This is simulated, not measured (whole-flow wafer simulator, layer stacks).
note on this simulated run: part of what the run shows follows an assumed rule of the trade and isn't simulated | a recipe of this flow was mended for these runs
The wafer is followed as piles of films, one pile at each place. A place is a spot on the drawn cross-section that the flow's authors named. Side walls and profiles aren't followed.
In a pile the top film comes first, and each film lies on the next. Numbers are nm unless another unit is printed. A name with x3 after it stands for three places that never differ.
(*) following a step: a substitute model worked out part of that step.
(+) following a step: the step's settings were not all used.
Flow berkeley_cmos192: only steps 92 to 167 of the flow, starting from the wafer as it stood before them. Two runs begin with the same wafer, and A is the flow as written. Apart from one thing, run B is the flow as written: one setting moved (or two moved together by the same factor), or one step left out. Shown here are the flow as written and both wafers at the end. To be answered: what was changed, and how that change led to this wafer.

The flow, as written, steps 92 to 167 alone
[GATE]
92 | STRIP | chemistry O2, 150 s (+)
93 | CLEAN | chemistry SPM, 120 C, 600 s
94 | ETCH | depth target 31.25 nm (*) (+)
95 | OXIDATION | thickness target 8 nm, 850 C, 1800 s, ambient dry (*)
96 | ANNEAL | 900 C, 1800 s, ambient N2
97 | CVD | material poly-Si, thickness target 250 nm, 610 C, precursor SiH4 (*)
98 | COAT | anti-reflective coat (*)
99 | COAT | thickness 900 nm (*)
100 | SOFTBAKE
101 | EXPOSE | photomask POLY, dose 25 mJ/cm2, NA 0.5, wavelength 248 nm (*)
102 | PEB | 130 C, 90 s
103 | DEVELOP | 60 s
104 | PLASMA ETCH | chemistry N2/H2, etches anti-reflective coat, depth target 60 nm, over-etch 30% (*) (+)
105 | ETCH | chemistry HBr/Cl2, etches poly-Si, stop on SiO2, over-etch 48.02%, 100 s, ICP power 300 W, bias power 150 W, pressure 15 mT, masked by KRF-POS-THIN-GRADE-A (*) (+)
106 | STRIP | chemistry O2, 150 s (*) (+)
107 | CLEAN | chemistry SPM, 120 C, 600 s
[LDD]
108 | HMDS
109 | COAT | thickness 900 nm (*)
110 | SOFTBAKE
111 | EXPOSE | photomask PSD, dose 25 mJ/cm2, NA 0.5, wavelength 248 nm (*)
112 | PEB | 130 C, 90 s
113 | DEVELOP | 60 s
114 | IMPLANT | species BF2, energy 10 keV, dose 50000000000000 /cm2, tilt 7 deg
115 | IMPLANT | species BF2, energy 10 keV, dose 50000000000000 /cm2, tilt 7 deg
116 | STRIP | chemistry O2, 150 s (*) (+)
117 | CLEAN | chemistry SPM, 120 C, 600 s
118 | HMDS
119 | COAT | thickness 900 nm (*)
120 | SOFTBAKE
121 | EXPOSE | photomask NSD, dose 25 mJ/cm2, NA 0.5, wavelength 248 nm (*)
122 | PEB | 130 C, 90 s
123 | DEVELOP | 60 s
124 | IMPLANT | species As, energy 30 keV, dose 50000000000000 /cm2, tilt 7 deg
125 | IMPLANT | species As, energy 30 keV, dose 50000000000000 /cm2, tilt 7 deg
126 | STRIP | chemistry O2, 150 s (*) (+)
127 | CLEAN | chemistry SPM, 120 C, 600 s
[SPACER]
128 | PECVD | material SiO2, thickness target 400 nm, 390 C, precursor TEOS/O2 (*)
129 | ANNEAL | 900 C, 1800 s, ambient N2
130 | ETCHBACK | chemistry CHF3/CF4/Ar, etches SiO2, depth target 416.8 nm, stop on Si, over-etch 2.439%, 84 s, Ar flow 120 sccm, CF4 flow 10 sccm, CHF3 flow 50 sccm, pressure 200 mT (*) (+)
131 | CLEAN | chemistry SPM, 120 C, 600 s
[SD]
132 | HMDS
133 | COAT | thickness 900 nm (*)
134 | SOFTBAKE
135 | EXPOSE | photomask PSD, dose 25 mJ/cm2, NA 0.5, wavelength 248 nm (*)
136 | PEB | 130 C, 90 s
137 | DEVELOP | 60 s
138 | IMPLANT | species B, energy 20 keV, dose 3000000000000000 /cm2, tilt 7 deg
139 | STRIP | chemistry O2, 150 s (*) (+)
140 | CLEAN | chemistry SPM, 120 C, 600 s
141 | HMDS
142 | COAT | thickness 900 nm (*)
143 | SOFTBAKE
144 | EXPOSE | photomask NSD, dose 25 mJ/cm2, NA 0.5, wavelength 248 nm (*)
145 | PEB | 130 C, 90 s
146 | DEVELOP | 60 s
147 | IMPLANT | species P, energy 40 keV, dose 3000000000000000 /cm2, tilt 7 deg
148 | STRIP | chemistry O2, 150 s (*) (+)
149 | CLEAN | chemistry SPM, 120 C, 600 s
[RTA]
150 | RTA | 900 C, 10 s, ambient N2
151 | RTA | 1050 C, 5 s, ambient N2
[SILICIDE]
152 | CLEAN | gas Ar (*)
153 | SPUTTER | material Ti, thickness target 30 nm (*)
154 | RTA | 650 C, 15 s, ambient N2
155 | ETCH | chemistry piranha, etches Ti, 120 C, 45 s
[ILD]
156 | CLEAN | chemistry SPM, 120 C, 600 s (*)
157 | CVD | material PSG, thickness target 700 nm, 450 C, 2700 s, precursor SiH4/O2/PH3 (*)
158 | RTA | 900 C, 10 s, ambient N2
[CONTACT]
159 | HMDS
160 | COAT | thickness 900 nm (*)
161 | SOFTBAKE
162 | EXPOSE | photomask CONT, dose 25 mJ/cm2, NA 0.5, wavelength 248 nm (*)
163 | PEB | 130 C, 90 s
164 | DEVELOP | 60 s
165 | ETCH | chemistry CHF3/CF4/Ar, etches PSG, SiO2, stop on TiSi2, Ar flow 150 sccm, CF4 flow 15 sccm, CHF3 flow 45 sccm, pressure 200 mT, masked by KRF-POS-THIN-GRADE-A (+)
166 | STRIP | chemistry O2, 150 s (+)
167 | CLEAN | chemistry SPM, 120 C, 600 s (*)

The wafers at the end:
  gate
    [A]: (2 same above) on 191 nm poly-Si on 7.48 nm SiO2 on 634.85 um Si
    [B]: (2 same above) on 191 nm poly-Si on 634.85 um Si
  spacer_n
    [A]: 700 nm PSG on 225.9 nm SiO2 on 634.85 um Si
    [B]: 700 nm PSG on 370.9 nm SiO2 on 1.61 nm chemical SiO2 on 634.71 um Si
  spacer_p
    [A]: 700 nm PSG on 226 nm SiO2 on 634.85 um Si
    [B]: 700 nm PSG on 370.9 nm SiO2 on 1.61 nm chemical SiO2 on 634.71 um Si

Cause: step 95, OXIDATION: thickness target 8 nm, 850 C, 1800 s, ambient dry (*), was skipped.

The path from the change to this, step by step:
  98 | COAT | anti-reflective coat (*)
      spacer_n: A +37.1 anti-reflective coat (new film) | B +36.1 anti-reflective coat (new film)
      gate: A +33.7 anti-reflective coat (new film) | B +32.6 anti-reflective coat (new film)
      (also at 2 further places)
  104 | PLASMA ETCH | chemistry N2/H2, etches anti-reflective coat, depth target 60 nm, over-etch 30% (*) (+)
      spacer_n: A -37.1 anti-reflective coat (all of it), -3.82 poly-Si | B -36.1 anti-reflective coat (all of it), -3.94 poly-Si
      spacer_p: A -36.3 anti-reflective coat (all of it), -3.84 poly-Si | B -35.5 anti-reflective coat (all of it), -3.95 poly-Si
  105 | ETCH | chemistry HBr/Cl2, etches poly-Si, stop on SiO2, over-etch 48.02%, 100 s, ICP power 300 W, bias power 150 W, pressure 15 mT, masked by KRF-POS-THIN-GRADE-A (*) (+)
      sd_n: A -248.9 poly-Si (all of it), -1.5 SiO2 | B -248.9 poly-Si (all of it), -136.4 Si
      spacer_n: A -246.2 poly-Si (all of it), -1.71 SiO2 | B -246.1 poly-Si (all of it), -139.2 Si
      (also at 4 further places)
  106 | STRIP | chemistry O2, 150 s (*) (+)
      sd_n, spacer_n, sd_p, spacer_p, contact, m1: A nothing | B +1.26 chemical SiO2 (new film), -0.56 Si
      gate: A +1.16 chemical SiO2 (new film), -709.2 KrF-resist (all of it), -33.7 anti-reflective coat (all of it), -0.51 poly-Si | B +1.16 chemical SiO2 (new film), -712.4 KrF-resist (all of it), -32.6 anti-reflective coat (all of it), -0.51 poly-Si
      (also at 1 further place)
  109 | COAT | thickness 900 nm (*)
      field: A +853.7 KrF-resist (new film) | B +818.6 KrF-resist (new film)
      sd_n: A +996.9 KrF-resist (new film) | B +1068.8 KrF-resist (new film)
      (also at 7 further places)
  113 | DEVELOP | 60 s
      sd_p: A -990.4 KrF-resist (all of it) | B -1057.1 KrF-resist (all of it)
      spacer_p: A -988.7 KrF-resist (all of it) | B -1053.2 KrF-resist (all of it)
      (also at 1 further place)
  116 | STRIP | chemistry O2, 150 s (*) (+)
      sd_n: A -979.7 KrF-resist (all of it) | B -1051.4 KrF-resist (all of it), +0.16 chemical SiO2, -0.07 Si
      spacer_n: A -976.9 KrF-resist (all of it) | B -1043.5 KrF-resist (all of it), +0.16 chemical SiO2, -0.07 Si
      (also at 4 further places)
  119 | COAT | thickness 900 nm (*)
      field: A +853.8 KrF-resist (new film) | B +818.9 KrF-resist (new film)
      sd_n: A +996.9 KrF-resist (new film) | B +1068.7 KrF-resist (new film)
      (also at 7 further places)
  123 | DEVELOP | 60 s
      sd_n: A -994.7 KrF-resist (all of it) | B -1066.3 KrF-resist (all of it)
      spacer_n: A -991.8 KrF-resist (all of it) | B -1058.4 KrF-resist (all of it)
      (also at 3 further places)
  126 | STRIP | chemistry O2, 150 s (*) (+)
      sd_p: A -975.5 KrF-resist (all of it) | B -1042.2 KrF-resist (all of it), +0.1 chemical SiO2
      spacer_p: A -973.8 KrF-resist (all of it) | B -1038.3 KrF-resist (all of it), +0.1 chemical SiO2
      (also at 2 further places)
  128 | PECVD | material SiO2, thickness target 400 nm, 390 C, precursor TEOS/O2 (*)
      sd_n, contact, m1: A +400 SiO2 | B +400 SiO2 (new film)
      spacer_n, spacer_p: A +386.5 SiO2 | B +376.3 SiO2 (new film)
      (also at 1 further place)
  130 | ETCHBACK | chemistry CHF3/CF4/Ar, etches SiO2, depth target 416.8 nm, stop on Si, over-etch 2.439%, 84 s, Ar flow 120 sccm, CF4 flow 10 sccm, CHF3 flow 50 sccm, pressure 200 mT (*) (+)
      spacer_n, spacer_p: A -161 SiO2 | B nothing
      sd_n: A -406 SiO2 (all of it), -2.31 Si | B -400 SiO2 (all of it), -1.61 chemical SiO2 (all of it), -2.31 Si
      (also at 3 further places)
  133 | COAT | thickness 900 nm (*)
      field: A +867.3 KrF-resist (new film) | B +844.1 KrF-resist (new film)
      sd_n: A +993.2 KrF-resist (new film) | B +1073.5 KrF-resist (new film)
      (also at 7 further places)
  137 | DEVELOP | 60 s
      sd_p: A -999 KrF-resist (all of it) | B -1076.2 KrF-resist (all of it)
      spacer_p: A -778.4 KrF-resist (all of it) | B -716.1 KrF-resist (all of it)
      (also at 1 further place)
  139 | STRIP | chemistry O2, 150 s (*) (+)
      field: A -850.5 KrF-resist (all of it) | B -827.3 KrF-resist (all of it)
      sd_n: A -976 KrF-resist (all of it), +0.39 chemical SiO2, -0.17 Si | B -1056.2 KrF-resist (all of it), +0.38 chemical SiO2, -0.17 Si
      (also at 4 further places)
  142 | COAT | thickness 900 nm (*)
      field: A +867.4 KrF-resist (new film) | B +844.1 KrF-resist (new film)
      sd_n: A +993.1 KrF-resist (new film) | B +1073.4 KrF-resist (new film)
      (also at 7 further places)
  ... another 8 steps ...
  166 | STRIP | chemistry O2, 150 s (+)
      sd_n: A -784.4 KrF-resist (all of it) | B -870.5 KrF-resist (all of it)
      spacer_n: A -612.8 KrF-resist (all of it) | B -596.8 KrF-resist (all of it)
      (also at 3 further places)
